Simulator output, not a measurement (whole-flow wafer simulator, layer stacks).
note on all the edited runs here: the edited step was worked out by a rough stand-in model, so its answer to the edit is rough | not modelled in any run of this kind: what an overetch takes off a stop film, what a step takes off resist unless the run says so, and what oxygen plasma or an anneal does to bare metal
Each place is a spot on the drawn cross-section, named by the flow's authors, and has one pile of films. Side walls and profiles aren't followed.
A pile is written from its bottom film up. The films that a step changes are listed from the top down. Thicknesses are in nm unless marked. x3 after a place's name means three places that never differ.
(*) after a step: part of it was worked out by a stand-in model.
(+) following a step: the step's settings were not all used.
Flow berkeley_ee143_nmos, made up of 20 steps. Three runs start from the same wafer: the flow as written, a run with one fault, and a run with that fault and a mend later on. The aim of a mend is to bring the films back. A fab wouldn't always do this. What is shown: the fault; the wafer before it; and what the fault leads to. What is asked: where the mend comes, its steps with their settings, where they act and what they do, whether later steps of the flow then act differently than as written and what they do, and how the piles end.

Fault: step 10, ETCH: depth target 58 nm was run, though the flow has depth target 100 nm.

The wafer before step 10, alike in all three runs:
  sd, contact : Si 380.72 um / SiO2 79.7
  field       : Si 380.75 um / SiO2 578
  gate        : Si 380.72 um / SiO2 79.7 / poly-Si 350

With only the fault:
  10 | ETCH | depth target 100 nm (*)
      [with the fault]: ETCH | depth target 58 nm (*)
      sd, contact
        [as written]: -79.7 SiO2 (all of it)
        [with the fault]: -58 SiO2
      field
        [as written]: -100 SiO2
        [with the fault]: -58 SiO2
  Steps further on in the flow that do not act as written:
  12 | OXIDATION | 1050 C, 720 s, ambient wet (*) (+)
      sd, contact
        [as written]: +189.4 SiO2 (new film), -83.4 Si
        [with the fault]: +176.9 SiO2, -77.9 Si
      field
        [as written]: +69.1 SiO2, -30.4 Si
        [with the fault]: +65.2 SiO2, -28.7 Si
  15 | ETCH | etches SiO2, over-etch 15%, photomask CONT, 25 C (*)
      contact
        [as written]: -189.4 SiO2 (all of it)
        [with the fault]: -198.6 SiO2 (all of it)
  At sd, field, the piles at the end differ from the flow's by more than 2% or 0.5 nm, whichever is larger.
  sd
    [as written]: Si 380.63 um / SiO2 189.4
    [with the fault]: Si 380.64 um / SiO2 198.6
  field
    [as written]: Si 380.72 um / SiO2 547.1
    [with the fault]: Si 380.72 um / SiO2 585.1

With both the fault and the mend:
  The mend stands after step 10.
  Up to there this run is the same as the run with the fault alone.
  10a | ETCH | depth target 42 nm (*) (the flow's step 10 again, with other settings)
      sd, contact
        -21.7 SiO2 (all of it)
      field
        -42 SiO2
  Later steps of the flow that are run all act as written at every place that is followed.
  At every place that both follow, the piles at the end match the flow's.
